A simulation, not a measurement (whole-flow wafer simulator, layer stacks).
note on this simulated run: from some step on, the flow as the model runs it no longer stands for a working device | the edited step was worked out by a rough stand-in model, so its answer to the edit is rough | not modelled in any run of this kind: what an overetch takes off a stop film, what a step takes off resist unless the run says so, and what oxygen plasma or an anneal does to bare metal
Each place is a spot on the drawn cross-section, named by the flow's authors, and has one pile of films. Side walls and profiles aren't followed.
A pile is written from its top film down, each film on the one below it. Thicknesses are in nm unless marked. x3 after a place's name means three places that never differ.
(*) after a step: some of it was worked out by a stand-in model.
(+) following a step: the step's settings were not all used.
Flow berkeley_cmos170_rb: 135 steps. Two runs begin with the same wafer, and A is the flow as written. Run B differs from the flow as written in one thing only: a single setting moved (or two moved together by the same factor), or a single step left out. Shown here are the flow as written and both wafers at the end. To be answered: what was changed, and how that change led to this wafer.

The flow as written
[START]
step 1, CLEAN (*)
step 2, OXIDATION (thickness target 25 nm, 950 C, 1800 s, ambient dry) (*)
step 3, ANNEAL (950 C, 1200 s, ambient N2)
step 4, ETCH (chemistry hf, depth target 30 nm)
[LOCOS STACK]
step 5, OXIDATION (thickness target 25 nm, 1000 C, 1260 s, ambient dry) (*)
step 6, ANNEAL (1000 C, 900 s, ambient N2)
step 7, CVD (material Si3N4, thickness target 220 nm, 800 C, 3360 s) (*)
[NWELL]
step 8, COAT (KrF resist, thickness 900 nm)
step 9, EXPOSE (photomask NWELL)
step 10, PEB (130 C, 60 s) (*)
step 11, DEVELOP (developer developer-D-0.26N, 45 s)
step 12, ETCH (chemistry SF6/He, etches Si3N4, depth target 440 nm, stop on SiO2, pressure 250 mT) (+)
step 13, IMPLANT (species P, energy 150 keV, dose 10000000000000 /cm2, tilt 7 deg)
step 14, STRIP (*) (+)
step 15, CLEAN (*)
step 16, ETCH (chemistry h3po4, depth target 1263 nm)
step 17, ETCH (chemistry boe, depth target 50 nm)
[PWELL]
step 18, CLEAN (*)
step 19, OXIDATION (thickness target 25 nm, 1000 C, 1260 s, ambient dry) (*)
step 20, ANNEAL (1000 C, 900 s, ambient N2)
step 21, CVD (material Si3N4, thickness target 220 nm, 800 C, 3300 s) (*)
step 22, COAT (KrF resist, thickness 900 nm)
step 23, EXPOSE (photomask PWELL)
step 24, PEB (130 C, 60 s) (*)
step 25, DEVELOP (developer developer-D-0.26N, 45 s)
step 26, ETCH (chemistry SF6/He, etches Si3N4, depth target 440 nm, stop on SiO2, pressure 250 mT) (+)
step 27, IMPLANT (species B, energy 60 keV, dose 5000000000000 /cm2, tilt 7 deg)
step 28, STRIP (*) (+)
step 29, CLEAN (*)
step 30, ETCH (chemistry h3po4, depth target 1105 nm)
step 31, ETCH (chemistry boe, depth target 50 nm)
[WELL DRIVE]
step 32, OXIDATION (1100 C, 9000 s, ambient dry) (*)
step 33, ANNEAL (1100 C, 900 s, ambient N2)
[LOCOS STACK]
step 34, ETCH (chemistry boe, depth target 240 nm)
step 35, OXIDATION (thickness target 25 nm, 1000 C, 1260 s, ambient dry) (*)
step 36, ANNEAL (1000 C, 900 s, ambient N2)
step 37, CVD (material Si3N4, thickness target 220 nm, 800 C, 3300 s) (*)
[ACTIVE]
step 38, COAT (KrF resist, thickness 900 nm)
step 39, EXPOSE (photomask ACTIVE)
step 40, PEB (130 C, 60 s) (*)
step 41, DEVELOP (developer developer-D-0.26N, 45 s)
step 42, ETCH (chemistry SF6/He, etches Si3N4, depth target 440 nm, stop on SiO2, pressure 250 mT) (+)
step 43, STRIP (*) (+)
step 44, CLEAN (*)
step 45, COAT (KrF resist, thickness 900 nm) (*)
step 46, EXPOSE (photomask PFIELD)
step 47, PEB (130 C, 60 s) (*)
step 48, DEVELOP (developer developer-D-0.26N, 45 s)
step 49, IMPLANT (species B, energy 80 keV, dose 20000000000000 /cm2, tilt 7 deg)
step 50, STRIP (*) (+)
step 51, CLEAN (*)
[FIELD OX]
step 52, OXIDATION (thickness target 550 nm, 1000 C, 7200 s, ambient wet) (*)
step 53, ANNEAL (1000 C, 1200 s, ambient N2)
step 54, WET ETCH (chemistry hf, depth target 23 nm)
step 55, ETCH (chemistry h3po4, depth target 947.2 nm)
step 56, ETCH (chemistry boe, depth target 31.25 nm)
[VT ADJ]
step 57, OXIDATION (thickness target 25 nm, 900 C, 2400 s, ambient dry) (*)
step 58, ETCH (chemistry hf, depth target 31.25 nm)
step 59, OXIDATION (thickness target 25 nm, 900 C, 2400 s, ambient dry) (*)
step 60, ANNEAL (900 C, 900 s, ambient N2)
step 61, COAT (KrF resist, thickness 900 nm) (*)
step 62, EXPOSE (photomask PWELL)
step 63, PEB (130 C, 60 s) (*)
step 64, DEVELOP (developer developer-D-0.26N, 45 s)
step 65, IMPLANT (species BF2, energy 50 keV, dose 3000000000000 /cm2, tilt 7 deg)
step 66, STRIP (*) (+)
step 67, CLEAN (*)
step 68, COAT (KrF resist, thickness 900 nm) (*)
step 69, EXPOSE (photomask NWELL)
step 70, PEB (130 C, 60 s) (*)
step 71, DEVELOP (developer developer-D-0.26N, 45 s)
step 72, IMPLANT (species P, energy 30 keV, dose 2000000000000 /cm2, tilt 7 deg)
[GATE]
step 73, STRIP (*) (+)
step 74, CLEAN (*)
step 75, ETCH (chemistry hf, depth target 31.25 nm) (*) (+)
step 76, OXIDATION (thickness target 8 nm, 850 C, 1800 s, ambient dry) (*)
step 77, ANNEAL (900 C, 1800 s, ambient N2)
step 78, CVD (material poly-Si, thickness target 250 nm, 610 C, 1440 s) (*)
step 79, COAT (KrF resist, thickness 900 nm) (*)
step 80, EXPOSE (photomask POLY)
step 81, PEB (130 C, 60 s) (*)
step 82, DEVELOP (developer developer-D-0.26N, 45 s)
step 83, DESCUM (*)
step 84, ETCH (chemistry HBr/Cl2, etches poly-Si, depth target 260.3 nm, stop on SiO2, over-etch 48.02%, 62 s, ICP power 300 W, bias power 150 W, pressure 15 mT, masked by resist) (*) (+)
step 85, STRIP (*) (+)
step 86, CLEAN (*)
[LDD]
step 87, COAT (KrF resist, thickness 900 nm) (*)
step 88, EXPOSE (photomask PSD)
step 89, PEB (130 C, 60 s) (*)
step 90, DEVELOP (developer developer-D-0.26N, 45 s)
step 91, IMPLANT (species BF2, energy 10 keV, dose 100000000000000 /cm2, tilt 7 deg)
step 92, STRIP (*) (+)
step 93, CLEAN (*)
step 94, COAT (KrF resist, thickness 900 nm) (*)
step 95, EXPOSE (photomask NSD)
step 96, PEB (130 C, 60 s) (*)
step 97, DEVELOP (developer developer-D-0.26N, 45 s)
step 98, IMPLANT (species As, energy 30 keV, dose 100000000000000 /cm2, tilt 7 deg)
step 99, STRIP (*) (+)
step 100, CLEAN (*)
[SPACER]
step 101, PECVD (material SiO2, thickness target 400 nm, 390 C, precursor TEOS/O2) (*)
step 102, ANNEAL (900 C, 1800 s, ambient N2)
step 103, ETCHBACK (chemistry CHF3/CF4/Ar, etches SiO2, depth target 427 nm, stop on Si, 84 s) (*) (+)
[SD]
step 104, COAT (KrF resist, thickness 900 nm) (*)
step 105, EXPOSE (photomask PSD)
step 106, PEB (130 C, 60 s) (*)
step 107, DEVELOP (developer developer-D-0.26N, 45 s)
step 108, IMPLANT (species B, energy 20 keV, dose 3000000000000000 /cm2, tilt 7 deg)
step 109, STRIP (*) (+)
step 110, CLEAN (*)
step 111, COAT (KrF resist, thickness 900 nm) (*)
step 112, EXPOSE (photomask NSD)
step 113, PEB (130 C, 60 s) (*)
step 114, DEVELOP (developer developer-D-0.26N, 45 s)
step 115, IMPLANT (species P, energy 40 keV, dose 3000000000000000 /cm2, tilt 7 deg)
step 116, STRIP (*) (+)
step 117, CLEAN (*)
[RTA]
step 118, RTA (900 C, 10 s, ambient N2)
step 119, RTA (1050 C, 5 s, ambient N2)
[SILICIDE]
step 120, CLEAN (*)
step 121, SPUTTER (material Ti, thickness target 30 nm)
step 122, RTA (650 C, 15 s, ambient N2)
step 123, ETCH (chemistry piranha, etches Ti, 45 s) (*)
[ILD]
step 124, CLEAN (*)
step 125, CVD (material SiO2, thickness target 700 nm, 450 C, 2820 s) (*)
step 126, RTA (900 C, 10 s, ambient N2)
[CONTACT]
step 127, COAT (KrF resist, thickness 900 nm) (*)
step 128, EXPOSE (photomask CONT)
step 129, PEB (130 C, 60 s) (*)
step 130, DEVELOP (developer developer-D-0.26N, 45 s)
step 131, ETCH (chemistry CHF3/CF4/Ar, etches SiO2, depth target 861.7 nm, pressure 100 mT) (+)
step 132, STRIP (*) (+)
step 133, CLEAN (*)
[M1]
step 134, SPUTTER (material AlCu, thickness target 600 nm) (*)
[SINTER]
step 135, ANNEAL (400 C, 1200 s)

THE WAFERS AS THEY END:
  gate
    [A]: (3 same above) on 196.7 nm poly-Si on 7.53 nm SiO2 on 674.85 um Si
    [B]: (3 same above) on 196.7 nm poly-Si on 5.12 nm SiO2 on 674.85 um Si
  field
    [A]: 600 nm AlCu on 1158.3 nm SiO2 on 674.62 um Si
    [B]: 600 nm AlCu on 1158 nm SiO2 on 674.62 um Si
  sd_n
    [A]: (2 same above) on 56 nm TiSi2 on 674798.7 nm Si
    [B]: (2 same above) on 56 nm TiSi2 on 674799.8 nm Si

Cause: step 76, OXIDATION: 900 s was run, while the flow as written has 1800 s.

The path from the change to this, step by step:
  step 76, OXIDATION (thickness target 8 nm, 850 C, 1800 s, ambient dry) (*)
      sd_n, spacer_n, gate, sd_p, spacer_p, gate_p, contact, m1: A SiO2 gains 7.53 (new film), Si loses 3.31 | B SiO2 gains 5.12 (new film), Si loses 2.25
